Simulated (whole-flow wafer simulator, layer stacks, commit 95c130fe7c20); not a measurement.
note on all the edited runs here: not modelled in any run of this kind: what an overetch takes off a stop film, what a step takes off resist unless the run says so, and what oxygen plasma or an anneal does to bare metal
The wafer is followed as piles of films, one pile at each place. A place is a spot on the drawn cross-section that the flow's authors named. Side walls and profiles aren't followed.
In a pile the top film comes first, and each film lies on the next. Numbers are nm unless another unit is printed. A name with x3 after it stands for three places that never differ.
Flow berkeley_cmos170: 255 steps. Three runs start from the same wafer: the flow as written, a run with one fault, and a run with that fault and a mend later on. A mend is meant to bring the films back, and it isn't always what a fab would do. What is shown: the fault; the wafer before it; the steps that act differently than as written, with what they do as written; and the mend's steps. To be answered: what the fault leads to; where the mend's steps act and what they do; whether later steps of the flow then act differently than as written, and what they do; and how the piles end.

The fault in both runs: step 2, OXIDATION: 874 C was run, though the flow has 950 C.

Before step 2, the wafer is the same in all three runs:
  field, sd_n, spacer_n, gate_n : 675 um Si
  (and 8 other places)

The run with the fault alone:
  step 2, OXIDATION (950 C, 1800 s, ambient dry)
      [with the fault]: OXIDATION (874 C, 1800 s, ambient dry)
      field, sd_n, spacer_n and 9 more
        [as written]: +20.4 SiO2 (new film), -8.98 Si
        [with the fault]: +9.59 SiO2 (new film), -4.22 Si
  Later steps of the flow acting differently than as written:
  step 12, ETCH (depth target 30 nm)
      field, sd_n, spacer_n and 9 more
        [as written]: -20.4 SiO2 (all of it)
        [with the fault]: -9.59 SiO2 (all of it)
  The piles end only slightly different from the flow's at the places that both follow, by no more than 2% or 0.5 nm, whichever is larger.

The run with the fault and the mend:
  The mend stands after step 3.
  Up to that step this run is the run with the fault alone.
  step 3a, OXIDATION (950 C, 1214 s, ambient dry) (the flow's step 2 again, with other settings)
      field, sd_n, spacer_n and 9 more
        +11 SiO2, -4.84 Si
  Later steps of the flow that are run all act as written at every place that is followed, up to a difference of at most 2% or 0.5 nm, whichever is larger.
  The piles end only slightly different from the flow's at the places that both follow, by no more than 2% or 0.5 nm, whichever is larger.
